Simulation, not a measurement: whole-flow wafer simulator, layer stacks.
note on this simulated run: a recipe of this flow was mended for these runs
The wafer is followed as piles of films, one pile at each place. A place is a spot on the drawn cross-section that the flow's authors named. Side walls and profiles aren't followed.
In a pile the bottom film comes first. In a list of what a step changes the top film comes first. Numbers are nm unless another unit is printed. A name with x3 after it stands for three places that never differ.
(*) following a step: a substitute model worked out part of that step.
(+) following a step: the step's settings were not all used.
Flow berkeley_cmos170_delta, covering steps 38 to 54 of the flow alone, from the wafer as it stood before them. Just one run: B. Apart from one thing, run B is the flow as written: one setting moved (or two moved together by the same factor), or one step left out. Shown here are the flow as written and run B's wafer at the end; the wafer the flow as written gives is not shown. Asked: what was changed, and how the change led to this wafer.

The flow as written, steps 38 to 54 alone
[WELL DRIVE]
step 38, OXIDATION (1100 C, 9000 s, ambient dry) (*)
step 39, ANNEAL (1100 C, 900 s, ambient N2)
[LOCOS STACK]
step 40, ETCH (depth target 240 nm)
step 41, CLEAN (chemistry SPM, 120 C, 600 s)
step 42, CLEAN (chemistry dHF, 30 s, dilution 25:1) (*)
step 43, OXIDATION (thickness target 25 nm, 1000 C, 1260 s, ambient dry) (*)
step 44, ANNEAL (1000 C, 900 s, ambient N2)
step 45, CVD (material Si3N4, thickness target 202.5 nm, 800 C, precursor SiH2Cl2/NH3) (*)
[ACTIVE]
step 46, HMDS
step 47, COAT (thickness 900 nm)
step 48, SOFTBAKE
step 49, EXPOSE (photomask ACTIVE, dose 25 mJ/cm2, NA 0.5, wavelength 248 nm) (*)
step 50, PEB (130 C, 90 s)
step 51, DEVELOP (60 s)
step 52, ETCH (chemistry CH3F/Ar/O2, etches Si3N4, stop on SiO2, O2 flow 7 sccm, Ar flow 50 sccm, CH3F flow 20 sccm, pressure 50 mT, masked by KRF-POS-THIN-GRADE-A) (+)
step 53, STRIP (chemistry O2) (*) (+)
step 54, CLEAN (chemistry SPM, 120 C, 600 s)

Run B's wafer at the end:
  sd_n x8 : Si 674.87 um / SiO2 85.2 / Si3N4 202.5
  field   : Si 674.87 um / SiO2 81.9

What caused this: step 40, ETCH: depth target 120 nm was run, whereas the flow has depth target 240 nm.

The path from the change to this, step by step:
  step 40, ETCH (depth target 240 nm)
      field, sd_n x8: -120 SiO2 (in the flow as written it would be: -197.6 SiO2 (all of it))
  step 41, CLEAN (chemistry SPM, 120 C, 600 s)
      field, sd_n x8: nothing (in the flow as written it would be: +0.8 chemical SiO2 (new film), -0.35 Si)
  step 42, CLEAN (chemistry dHF, 30 s, dilution 25:1) (*)
      field, sd_n x8: -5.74 SiO2 (in the flow as written it would be: -0.8 chemical SiO2 (all of it))
  step 43, OXIDATION (thickness target 25 nm, 1000 C, 1260 s, ambient dry) (*)
      field, sd_n x8: +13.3 SiO2, -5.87 Si (in the flow as written it would be: +26.6 SiO2 (new film), -11.7 Si)
